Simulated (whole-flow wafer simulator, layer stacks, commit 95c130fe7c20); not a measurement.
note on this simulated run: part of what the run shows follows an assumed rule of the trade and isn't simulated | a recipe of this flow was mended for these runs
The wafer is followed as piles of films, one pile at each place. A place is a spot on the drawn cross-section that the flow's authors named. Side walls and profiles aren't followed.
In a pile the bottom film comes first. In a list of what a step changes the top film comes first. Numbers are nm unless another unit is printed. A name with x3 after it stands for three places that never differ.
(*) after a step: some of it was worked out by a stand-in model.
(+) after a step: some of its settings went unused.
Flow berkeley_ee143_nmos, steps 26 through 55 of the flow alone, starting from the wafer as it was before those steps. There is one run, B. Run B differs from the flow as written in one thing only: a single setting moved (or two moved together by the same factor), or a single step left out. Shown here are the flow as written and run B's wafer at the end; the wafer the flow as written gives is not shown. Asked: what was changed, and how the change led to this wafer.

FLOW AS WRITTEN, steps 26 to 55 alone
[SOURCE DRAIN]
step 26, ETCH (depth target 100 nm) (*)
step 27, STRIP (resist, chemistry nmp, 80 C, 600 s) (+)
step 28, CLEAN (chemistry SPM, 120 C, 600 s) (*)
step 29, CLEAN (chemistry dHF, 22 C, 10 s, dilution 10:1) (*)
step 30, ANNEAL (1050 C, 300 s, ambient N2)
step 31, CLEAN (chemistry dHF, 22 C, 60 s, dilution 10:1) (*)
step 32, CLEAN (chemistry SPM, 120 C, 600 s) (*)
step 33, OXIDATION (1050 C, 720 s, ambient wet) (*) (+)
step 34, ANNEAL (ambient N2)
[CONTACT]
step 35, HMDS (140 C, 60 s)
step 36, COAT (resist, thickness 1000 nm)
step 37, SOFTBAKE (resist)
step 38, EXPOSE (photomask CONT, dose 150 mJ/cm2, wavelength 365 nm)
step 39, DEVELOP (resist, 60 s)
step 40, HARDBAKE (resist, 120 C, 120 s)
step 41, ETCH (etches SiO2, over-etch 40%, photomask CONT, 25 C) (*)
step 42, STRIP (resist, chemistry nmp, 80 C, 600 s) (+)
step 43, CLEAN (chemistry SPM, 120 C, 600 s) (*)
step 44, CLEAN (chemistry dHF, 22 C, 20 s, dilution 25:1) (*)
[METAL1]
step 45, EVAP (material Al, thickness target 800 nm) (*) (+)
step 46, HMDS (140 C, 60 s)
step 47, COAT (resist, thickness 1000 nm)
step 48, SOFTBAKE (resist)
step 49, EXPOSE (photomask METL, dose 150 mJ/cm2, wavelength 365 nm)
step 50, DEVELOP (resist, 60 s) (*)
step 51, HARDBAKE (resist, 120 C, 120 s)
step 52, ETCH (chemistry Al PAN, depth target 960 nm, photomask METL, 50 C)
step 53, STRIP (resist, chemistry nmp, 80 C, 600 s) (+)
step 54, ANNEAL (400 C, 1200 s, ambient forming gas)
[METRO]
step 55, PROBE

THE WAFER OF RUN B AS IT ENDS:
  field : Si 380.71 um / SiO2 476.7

The reason: step 26, ETCH: depth target 130 nm was run, whereas the flow has depth target 100 nm.

Step by step, how the change led to this:
  step 26, ETCH (depth target 100 nm) (*)
      field: SiO2 loses 130 (as written it would have been: SiO2 loses 100)
  step 33, OXIDATION (1050 C, 720 s, ambient wet) (*) (+)
      field: SiO2 gains 77.4, Si loses 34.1 (as written it would have been: SiO2 gains 73.9, Si loses 32.5)
  step 36, COAT (resist, thickness 1000 nm)
      field: resist gains 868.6 (new film) (as written it would have been: resist gains 850.4 (new film))
  step 40, HARDBAKE (resist, 120 C, 120 s)
      field: resist loses 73 (as written it would have been: resist loses 71.4)
  step 42, STRIP (resist, chemistry nmp, 80 C, 600 s) (+)
      field: resist loses 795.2 (all of it) (as written it would have been: resist loses 778.6 (all of it))
